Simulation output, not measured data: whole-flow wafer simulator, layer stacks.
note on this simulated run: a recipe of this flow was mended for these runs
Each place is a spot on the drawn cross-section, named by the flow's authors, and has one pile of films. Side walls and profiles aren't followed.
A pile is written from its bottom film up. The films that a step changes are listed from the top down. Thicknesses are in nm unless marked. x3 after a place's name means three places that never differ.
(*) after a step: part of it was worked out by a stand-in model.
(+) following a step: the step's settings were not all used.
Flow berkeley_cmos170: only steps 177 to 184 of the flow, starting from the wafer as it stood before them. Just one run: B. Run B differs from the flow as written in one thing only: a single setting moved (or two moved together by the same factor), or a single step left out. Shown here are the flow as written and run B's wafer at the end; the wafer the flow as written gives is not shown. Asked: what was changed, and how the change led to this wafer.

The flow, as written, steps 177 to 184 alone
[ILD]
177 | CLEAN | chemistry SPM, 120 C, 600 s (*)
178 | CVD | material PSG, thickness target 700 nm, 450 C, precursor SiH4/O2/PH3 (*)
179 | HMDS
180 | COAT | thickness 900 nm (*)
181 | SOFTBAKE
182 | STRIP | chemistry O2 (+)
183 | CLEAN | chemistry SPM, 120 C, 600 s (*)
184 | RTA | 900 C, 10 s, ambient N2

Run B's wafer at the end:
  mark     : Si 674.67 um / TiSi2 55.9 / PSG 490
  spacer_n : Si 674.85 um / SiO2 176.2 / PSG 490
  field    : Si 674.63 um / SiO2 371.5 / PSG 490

Cause: step 178, CVD: thickness target 490 nm was run, while the flow as written has thickness target 700 nm.
One can read it off the wafer: mark has PSG 490, and step 178 as written asks for 700 nm.

The path from the change to this, step by step:
  178 | CVD | material PSG, thickness target 700 nm, 450 C, precursor SiH4/O2/PH3 (*)
      field, mark, sd_n and 10 more: +490 PSG (new film) (in the flow as written it would be: +700 PSG (new film))
